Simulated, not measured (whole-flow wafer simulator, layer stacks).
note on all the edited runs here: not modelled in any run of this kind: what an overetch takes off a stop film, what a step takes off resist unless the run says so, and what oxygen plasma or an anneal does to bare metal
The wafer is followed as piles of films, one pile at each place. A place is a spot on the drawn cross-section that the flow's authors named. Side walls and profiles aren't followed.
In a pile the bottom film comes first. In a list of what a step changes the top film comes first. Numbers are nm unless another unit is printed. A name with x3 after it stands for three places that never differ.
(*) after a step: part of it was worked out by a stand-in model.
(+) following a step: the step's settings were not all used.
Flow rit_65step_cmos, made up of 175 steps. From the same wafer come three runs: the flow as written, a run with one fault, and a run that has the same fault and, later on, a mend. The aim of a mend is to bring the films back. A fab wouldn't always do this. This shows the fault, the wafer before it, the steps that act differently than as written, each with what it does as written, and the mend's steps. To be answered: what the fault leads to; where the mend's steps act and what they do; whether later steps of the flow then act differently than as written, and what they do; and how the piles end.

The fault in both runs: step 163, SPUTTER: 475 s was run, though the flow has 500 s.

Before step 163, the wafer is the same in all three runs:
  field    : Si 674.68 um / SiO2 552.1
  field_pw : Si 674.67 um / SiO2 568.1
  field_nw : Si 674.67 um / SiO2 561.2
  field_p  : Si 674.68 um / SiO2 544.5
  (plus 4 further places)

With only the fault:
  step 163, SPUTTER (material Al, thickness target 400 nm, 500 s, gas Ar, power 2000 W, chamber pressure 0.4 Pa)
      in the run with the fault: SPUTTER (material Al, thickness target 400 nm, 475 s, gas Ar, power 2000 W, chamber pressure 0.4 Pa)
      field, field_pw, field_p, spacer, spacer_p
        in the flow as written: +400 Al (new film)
        in the run with the fault: +380 Al (new film)
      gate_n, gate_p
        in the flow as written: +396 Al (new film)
        in the run with the fault: +380 Al (new film)
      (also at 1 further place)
  Steps further on in the flow that do not act as written (3 other steps are not shown; they differ only slightly, by no more than 2% or 0.5 nm, whichever is larger):
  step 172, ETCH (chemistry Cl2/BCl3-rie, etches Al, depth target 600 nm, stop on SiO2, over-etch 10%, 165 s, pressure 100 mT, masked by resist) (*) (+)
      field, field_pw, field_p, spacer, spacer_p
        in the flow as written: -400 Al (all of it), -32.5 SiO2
        in the run with the fault: -380 Al (all of it), -35 SiO2
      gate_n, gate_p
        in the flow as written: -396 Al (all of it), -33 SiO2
        in the run with the fault: -380 Al (all of it), -35 SiO2
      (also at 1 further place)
  When the end is reached, the piles differ only a little from the flow's at the places that both follow, at most by 2% or 0.5 nm, whichever is larger.

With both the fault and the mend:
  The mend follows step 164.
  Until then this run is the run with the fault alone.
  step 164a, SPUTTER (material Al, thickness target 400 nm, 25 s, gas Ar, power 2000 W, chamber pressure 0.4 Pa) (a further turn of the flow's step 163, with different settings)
      field, field_pw, field_nw, field_p, spacer, spacer_p
        +20 Al
      gate_n, gate_p
        +19.4 Al
  Later steps of the flow that are run all act as written at every place that is followed, up to a difference of at most 2% or 0.5 nm, whichever is larger.
  When the end is reached, the piles differ only a little from the flow's at the places that both follow, at most by 2% or 0.5 nm, whichever is larger.
